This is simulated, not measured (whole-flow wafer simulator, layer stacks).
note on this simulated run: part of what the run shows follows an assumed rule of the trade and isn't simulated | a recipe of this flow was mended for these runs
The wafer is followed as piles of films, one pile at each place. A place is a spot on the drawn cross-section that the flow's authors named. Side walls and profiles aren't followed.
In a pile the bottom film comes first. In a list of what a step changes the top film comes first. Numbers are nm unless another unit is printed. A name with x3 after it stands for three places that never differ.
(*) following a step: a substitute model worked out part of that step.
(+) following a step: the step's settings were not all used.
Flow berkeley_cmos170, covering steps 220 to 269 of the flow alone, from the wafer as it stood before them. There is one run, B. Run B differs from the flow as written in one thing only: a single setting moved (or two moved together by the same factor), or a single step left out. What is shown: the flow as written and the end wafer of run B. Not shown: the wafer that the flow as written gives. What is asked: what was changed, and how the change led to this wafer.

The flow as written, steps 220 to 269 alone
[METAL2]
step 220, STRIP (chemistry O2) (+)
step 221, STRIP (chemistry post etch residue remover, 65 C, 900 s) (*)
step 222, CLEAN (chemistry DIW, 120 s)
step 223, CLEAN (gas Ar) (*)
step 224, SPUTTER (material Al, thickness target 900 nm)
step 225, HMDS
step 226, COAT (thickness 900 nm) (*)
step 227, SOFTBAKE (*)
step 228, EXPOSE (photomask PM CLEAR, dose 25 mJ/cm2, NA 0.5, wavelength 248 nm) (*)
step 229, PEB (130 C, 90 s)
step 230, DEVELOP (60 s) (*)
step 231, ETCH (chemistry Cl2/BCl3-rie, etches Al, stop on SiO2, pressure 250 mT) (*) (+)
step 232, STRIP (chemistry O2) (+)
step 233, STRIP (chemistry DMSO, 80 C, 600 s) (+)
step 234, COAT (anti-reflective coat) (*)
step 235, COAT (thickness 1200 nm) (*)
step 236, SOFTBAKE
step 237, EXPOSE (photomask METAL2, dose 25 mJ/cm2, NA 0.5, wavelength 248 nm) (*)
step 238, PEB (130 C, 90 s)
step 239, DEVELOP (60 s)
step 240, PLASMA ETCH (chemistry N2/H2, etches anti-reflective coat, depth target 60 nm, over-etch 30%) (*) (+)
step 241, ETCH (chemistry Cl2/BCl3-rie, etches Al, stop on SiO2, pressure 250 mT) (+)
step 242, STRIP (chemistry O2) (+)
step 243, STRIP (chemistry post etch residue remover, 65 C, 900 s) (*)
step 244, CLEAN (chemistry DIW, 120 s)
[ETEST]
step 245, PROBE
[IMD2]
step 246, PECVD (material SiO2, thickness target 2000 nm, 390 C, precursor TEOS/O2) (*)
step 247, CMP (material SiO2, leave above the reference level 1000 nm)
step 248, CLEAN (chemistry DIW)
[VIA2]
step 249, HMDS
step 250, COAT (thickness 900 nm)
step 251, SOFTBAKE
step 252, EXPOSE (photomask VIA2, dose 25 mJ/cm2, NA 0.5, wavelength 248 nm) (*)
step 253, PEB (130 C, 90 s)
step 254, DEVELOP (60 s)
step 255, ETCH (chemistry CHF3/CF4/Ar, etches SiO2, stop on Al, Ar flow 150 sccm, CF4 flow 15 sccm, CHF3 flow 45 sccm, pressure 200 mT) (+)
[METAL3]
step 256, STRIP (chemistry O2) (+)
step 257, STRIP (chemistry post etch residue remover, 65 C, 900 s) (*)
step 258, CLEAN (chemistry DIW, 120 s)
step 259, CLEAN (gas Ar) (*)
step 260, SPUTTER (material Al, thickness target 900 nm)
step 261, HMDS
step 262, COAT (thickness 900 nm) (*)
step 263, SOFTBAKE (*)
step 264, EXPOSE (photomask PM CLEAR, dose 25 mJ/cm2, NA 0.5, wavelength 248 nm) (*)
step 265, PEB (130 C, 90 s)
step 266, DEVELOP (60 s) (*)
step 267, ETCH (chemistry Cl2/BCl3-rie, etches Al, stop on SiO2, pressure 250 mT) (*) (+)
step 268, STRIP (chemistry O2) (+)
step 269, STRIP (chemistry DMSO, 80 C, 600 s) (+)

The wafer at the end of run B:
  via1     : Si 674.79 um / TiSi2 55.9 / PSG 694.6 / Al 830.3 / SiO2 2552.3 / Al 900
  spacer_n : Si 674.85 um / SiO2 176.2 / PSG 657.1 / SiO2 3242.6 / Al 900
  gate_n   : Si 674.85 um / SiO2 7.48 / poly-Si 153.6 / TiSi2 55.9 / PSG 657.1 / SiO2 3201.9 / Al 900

Cause: step 224, SPUTTER: thickness target 799 nm was run, while the flow as written has thickness target 900 nm.

Step by step, how the change led to this:
  step 224, SPUTTER (material Al, thickness target 900 nm)
      field, mark, sd_n and 9 more: +799 Al (new film) (as written it would have been: +900 Al (new film))
      via1: +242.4 Al (as written it would have been: +259.4 Al)
  step 226, COAT (thickness 900 nm) (*)
      via1: +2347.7 KrF-resist (new film) (as written it would have been: +2428.6 KrF-resist (new film))
  step 229, PEB (130 C, 90 s)
      via1: -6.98 KrF-resist (as written it would have been: -7.55 KrF-resist)
  step 231, ETCH (chemistry Cl2/BCl3-rie, etches Al, stop on SiO2, pressure 250 mT) (*) (+)
      field, sd_n, spacer_n and 9 more: -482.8 KrF-resist (as written it would have been: -533.3 KrF-resist)
      mark: -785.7 Al (all of it), -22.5 SiO2 (as written it would have been: -886.7 Al (all of it), -22.5 SiO2)
  step 232, STRIP (chemistry O2) (+)
      field, spacer_n, gate_n: -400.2 KrF-resist (all of it) (as written it would have been: -349.7 KrF-resist (all of it))
      sd_n: -397.6 KrF-resist (all of it) (as written it would have been: -347 KrF-resist (all of it))
      (and at 7 other places as well)
  step 234, COAT (anti-reflective coat) (*)
      via1: +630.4 anti-reflective coat (new film) (as written it would have been: +671.1 anti-reflective coat (new film))
  step 235, COAT (thickness 1200 nm) (*)
      via1: +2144 KrF-resist (new film) (as written it would have been: +2189 KrF-resist (new film))
  step 241, ETCH (chemistry Cl2/BCl3-rie, etches Al, stop on SiO2, pressure 250 mT) (+)
      field, sd_n, spacer_n, gate_n, sd_p, spacer_p, gate_p: -799 Al (all of it), -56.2 SiO2 (as written it would have been: -900 Al (all of it), -56.2 SiO2)
      contact, m1, via1, m2, via2: -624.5 KrF-resist (as written it would have been: -675 KrF-resist)
      (and at 1 other place as well)
  step 242, STRIP (chemistry O2) (+)
      contact: -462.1 KrF-resist (all of it), -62 anti-reflective coat (all of it) (as written it would have been: -412 KrF-resist (all of it), -62.1 anti-reflective coat (all of it))
      m1: -482.1 KrF-resist (all of it), -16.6 anti-reflective coat (all of it) (as written it would have been: -433.1 KrF-resist (all of it), -16.6 anti-reflective coat (all of it))
      (and at 3 other places as well)
  step 246, PECVD (material SiO2, thickness target 2000 nm, 390 C, precursor TEOS/O2) (*)
      via1: +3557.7 SiO2 (new film) (as written it would have been: +3103.6 SiO2 (new film), +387 void (new film), +151 SiO2 (new film))
  step 247, CMP (material SiO2, leave above the reference level 1000 nm)
      mark: -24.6 SiO2 (as written it would have been: nothing)
      field, sd_n, spacer_n, gate_n, sd_p, spacer_p, gate_p: -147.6 SiO2 (as written it would have been: -46.6 SiO2)
